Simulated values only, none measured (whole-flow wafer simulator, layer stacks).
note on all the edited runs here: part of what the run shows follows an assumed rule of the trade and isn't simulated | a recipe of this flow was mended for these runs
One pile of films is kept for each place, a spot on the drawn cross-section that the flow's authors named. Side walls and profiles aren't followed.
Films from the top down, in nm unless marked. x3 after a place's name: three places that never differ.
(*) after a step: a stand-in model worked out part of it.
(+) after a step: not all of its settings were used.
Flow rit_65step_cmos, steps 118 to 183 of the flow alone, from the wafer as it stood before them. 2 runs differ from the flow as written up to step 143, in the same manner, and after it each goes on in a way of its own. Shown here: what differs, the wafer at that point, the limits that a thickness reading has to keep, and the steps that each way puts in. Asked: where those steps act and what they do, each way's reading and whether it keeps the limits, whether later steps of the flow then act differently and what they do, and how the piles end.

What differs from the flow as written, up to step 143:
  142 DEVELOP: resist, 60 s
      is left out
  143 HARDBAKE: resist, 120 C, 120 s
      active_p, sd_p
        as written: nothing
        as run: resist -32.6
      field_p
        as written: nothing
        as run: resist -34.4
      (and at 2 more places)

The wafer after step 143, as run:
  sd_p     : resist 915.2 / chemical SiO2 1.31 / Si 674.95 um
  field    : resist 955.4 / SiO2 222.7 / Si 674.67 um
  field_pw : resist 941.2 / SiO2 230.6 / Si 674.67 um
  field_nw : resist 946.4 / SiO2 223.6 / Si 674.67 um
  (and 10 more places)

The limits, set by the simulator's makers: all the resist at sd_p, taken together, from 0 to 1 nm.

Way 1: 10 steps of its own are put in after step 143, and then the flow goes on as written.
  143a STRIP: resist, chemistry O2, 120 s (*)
      field
        resist -955.4 (all of it)
      field_pw
        resist -941.2 (all of it)
      field_nw
        resist -946.4 (all of it)
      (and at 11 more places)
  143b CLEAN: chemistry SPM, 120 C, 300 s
      changes no film at any place that is followed
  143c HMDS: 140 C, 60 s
      changes no film at any place that is followed
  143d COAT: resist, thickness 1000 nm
      field
        resist +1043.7 (new film)
      field_pw
        resist +1028.2 (new film)
      field_nw
        resist +1033.9 (new film)
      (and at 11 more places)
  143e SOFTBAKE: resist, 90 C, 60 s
      changes no film at any place that is followed
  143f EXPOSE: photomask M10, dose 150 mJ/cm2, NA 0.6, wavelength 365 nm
      changes no film at any place that is followed
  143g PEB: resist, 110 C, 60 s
      sd_p, contact, m1
        resist -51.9
      active_n, active_p
        resist -52
      gate_n, gate_p
        resist -40.1
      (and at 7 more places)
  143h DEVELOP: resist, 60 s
      field_pw
        resist -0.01
      field_p
        resist -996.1 (all of it)
      active_p
        resist -947.9 (all of it)
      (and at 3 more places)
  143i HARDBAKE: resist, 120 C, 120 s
      active_n, contact
        resist -32.6
      field
        resist -34
      field_pw
        resist -33.5
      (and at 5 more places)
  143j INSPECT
      changes no film at any place that is followed
  The reading after step 143j: 0 nm, within the limits.
  No later step of the flow acts differently than as written, at any place that is followed, by more than 2% or 0.5 nm, whichever is larger.
  At the end the piles differ from the flow's only slightly at the places that both follow, by at most 2% or 0.5 nm, whichever is larger.

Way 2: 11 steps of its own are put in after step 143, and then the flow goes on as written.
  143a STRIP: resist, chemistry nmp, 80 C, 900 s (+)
      gate_n, gate_p
        resist -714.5 (all of it)
      field
        resist -955.4 (all of it)
      field_pw
        resist -941.2 (all of it)
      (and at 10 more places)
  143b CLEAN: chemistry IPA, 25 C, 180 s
      changes no film at any place that is followed
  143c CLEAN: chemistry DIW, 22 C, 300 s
      changes no film at any place that is followed
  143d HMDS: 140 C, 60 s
      changes no film at any place that is followed
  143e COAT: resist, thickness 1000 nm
      field
        resist +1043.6 (new film)
      field_pw
        resist +1028.1 (new film)
      field_nw
        resist +1033.8 (new film)
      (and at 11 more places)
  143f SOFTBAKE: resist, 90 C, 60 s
      changes no film at any place that is followed
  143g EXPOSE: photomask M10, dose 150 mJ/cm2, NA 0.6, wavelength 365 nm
      changes no film at any place that is followed
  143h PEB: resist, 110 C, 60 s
      sd_p, contact, m1
        resist -51.9
      active_n, active_p
        resist -52
      gate_n, gate_p
        resist -40.1
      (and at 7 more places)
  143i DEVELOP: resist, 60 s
      field_p
        resist -996 (all of it)
      active_p
        resist -947.9 (all of it)
      gate_p
        resist -739.2 (all of it)
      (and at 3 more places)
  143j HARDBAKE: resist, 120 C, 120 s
      active_n, contact
        resist -32.6
      field
        resist -34
      field_pw
        resist -33.5
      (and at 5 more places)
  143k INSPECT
      changes no film at any place that is followed
  The reading after step 143k: 0 nm, within the limits.
  No later step of the flow acts differently than as written at any place that is followed.
  At the end the piles are the same as the flow's at every place that both follow.

Within the limits: way 1, way 2.
